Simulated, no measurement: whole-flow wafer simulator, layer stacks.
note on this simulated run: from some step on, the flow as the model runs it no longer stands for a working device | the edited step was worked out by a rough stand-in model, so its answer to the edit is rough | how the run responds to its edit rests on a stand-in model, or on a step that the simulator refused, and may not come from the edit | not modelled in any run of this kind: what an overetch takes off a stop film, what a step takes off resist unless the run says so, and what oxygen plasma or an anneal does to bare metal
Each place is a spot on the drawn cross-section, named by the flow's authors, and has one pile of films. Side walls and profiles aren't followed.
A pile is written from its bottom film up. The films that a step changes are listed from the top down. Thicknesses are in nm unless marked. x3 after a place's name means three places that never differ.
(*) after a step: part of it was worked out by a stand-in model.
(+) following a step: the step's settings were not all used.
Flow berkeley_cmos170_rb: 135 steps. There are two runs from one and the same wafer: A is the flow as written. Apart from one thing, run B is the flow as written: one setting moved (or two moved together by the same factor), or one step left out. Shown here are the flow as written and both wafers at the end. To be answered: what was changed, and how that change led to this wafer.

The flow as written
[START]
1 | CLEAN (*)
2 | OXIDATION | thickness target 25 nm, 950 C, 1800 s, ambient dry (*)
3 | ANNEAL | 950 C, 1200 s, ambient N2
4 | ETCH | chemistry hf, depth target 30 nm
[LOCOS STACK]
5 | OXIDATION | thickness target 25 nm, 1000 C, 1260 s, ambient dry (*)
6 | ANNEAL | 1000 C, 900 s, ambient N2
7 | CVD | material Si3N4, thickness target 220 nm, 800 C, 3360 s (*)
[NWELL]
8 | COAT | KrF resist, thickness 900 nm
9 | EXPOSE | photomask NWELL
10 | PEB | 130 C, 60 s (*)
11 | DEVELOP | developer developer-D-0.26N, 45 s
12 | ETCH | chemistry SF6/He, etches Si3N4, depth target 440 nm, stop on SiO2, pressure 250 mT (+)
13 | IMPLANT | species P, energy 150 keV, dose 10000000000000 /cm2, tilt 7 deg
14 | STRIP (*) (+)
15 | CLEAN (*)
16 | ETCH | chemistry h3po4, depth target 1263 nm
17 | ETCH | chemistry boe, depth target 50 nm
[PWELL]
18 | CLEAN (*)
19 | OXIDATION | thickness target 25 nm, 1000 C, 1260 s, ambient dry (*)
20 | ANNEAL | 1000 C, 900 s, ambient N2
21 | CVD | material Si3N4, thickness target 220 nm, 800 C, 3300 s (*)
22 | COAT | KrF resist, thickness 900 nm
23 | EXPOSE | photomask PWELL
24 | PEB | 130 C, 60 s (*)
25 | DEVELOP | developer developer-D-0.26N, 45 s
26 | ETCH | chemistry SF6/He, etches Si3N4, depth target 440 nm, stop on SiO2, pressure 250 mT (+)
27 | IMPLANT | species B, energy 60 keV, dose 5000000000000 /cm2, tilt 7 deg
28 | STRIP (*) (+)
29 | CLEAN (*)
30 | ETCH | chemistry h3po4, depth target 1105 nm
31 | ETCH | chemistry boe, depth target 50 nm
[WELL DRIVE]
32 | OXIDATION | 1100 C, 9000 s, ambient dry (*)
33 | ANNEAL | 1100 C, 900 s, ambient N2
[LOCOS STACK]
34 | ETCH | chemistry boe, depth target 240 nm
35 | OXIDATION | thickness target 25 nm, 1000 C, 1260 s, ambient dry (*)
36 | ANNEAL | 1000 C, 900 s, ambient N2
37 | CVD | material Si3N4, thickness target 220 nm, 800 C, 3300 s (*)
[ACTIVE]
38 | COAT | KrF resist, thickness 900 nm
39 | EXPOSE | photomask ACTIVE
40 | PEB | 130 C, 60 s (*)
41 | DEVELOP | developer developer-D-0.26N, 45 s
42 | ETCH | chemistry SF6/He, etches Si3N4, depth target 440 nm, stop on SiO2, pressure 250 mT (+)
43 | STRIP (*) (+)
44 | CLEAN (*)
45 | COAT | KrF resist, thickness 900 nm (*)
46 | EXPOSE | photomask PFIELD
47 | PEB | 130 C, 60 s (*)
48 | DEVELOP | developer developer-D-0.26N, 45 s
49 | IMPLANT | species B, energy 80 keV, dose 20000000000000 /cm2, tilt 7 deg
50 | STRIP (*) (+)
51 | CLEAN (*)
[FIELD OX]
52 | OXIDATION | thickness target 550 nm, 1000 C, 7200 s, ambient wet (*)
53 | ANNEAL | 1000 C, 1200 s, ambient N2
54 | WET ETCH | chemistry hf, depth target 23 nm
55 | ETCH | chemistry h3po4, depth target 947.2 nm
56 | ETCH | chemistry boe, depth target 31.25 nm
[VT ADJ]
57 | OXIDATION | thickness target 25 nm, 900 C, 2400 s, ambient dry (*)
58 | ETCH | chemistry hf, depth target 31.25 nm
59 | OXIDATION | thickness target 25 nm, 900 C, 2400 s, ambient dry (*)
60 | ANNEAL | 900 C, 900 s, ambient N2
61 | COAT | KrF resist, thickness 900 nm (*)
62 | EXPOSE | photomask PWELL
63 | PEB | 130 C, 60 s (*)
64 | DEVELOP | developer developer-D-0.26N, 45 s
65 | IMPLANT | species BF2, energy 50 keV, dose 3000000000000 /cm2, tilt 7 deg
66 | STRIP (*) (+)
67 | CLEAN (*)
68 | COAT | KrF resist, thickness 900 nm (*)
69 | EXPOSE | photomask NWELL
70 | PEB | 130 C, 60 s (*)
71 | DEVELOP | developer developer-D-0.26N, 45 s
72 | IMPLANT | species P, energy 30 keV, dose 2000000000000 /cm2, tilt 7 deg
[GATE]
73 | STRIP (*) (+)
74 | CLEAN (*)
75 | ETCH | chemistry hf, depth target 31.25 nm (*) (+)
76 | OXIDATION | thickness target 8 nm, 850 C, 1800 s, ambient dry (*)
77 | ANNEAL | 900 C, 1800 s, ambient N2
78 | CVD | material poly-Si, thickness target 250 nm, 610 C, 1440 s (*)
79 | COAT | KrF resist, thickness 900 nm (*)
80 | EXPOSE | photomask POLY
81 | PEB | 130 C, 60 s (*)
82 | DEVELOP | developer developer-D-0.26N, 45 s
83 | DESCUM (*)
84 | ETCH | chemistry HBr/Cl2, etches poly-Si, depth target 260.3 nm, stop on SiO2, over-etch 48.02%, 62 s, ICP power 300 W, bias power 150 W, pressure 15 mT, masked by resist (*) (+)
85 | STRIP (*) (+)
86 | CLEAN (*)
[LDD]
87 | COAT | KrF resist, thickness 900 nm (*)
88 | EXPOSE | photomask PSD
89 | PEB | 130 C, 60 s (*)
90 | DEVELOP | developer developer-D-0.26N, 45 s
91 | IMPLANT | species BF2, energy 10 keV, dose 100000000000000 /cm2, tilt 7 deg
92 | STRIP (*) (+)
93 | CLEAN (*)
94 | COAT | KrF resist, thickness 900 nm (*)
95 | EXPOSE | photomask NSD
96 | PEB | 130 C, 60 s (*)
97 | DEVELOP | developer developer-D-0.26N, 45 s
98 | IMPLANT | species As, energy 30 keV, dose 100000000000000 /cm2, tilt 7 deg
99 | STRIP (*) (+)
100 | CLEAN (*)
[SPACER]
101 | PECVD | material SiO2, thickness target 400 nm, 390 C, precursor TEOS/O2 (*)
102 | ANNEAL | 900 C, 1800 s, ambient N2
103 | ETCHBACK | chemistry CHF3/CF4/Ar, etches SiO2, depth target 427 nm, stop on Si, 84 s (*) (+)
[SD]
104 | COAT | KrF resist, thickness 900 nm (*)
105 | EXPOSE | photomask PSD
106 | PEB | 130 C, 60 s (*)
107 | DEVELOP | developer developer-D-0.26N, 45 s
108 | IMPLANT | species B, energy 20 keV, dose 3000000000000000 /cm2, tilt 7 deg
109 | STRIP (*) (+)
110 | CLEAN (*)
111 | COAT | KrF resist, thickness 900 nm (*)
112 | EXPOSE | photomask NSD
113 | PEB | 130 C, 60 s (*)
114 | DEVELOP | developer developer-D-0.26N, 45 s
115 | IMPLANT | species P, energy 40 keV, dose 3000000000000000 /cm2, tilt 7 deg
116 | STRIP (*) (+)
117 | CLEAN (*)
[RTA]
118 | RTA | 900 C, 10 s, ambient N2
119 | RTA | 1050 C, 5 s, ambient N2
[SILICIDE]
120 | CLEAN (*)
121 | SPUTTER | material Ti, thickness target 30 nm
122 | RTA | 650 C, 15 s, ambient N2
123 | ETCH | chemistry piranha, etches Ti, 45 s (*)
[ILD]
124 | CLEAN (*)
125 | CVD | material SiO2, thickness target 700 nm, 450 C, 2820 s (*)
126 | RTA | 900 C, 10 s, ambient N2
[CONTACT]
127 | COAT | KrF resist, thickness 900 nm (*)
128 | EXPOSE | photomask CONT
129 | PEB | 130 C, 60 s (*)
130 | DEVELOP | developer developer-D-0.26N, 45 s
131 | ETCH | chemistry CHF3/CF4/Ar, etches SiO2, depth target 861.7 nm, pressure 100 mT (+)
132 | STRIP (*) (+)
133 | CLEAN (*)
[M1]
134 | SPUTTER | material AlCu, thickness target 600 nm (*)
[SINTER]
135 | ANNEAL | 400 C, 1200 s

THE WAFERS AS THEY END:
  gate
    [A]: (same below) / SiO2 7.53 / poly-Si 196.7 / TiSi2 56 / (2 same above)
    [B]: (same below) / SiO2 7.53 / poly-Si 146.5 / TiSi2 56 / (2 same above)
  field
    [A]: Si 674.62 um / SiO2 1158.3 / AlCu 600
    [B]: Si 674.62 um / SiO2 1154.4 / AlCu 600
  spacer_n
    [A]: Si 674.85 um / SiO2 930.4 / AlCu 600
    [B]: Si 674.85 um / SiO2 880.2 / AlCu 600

Cause: step 78, CVD: 1152 s was run, whereas the flow has 1440 s.

Step by step, how the change led to this:
  78 | CVD | material poly-Si, thickness target 250 nm, 610 C, 1440 s (*)
      field, sd_n, spacer_n and 6 more: A +250 poly-Si (new film) | B +199.8 poly-Si (new film)
  84 | ETCH | chemistry HBr/Cl2, etches poly-Si, depth target 260.3 nm, stop on SiO2, over-etch 48.02%, 62 s, ICP power 300 W, bias power 150 W, pressure 15 mT, masked by resist (*) (+)
      field, sd_n, spacer_n, sd_p, spacer_p, contact, m1: A -250 poly-Si (all of it), -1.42 SiO2 | B -199.8 poly-Si (all of it), -5.28 SiO2
  87 | COAT | KrF resist, thickness 900 nm (*)
      gate: A +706 KrF resist (new film) | B +747 KrF resist (new film)
      gate_p: A +706.3 KrF resist (new film) | B +747.5 KrF resist (new film)
  90 | DEVELOP | developer developer-D-0.26N, 45 s
      gate_p: A -706.3 KrF resist (all of it) | B -747.5 KrF resist (all of it)
  92 | STRIP (*) (+)
      gate: A -691.8 KrF resist (all of it) | B -732.8 KrF resist (all of it)
  94 | COAT | KrF resist, thickness 900 nm (*)
      gate: A +706 KrF resist (new film) | B +747 KrF resist (new film)
      gate_p: A +706.3 KrF resist (new film) | B +747.5 KrF resist (new film)
  97 | DEVELOP | developer developer-D-0.26N, 45 s
      gate: A -706 KrF resist (all of it) | B -747 KrF resist (all of it)
  99 | STRIP (*) (+)
      gate_p: A -692.1 KrF resist (all of it) | B -733.3 KrF resist (all of it)
  103 | ETCHBACK | chemistry CHF3/CF4/Ar, etches SiO2, depth target 427 nm, stop on Si, 84 s (*) (+)
      spacer_n: A -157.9 SiO2 | B -205.8 SiO2
      spacer_p: A -157.9 SiO2 | B -205.7 SiO2
  104 | COAT | KrF resist, thickness 900 nm (*)
      spacer_n: A +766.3 KrF resist (new film) | B +808.1 KrF resist (new film)
      gate: A +742.1 KrF resist (new film) | B +783 KrF resist (new film)
      (as well as at 2 more places)
  107 | DEVELOP | developer developer-D-0.26N, 45 s
      spacer_p: A -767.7 KrF resist (all of it) | B -809.9 KrF resist (all of it)
      gate_p: A -743.2 KrF resist (all of it) | B -784.3 KrF resist (all of it)
  109 | STRIP (*) (+)
      spacer_n: A -752.1 KrF resist (all of it) | B -793.9 KrF resist (all of it)
      gate: A -727.9 KrF resist (all of it) | B -768.8 KrF resist (all of it)
  111 | COAT | KrF resist, thickness 900 nm (*)
      spacer_n: A +766.3 KrF resist (new film) | B +808.1 KrF resist (new film)
      gate: A +742.1 KrF resist (new film) | B +783 KrF resist (new film)
      (as well as at 2 more places)
  114 | DEVELOP | developer developer-D-0.26N, 45 s
      spacer_n: A -766.3 KrF resist (all of it) | B -808.1 KrF resist (all of it)
      gate: A -742.1 KrF resist (all of it) | B -783 KrF resist (all of it)
  116 | STRIP (*) (+)
      spacer_p: A -753.5 KrF resist (all of it) | B -795.7 KrF resist (all of it)
      gate_p: A -729 KrF resist (all of it) | B -770.1 KrF resist (all of it)
  121 | SPUTTER | material Ti, thickness target 30 nm
      spacer_n, spacer_p: A +30 Ti (new film) | B +28.7 Ti (new film)
      sd_p: A +27.1 Ti (new film) | B +25.4 Ti (new film)
  ... 5 further steps ...
  134 | SPUTTER | material AlCu, thickness target 600 nm (*)
      sd_p: A +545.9 AlCu (new film) | B +559.8 AlCu (new film)
